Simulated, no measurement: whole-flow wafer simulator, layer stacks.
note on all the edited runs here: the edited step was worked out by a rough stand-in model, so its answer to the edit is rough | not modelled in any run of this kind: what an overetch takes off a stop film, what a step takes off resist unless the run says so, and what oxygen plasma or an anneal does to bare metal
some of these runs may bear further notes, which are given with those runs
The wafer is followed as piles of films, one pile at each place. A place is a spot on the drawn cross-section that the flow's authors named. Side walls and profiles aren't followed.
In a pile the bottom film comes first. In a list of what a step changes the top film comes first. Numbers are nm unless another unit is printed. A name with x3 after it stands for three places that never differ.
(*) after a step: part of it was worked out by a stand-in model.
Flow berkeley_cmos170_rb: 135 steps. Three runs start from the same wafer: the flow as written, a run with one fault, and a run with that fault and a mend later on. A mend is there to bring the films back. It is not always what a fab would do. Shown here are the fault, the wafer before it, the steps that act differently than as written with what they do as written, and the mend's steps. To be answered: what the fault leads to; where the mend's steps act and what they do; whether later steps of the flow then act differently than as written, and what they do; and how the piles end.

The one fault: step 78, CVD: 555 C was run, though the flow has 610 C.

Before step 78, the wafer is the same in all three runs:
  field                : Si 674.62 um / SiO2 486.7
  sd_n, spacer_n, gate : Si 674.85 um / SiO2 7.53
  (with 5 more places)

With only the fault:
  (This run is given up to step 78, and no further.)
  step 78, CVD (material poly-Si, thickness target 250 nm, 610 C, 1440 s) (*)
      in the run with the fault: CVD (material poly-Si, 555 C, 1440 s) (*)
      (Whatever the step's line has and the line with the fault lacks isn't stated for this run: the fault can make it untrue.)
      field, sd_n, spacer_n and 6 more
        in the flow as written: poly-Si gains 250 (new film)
        in the run with the fault: poly-Si gains 69 (new film)
  After step 78, at field, sd_n, spacer_n and 6 more, the piles differ from the flow's by more than 2% or 0.5 nm, whichever is larger.
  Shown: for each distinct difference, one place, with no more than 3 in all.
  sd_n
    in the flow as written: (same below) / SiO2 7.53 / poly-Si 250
    in the run with the fault: (same below) / SiO2 7.53 / poly-Si 69
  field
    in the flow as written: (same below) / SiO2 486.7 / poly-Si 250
    in the run with the fault: (same below) / SiO2 486.7 / poly-Si 69

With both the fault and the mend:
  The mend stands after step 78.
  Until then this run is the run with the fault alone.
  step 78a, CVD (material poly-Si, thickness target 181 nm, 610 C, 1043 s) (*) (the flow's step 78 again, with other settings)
      field, sd_n, spacer_n and 6 more
        poly-Si gains 181
  Later steps of the flow that are run all act as written at every place that is followed, up to a difference of at most 2% or 0.5 nm, whichever is larger.
  At the end the piles are close to the flow's at the places that both follow, differing by at most 2% or 0.5 nm, whichever is larger.
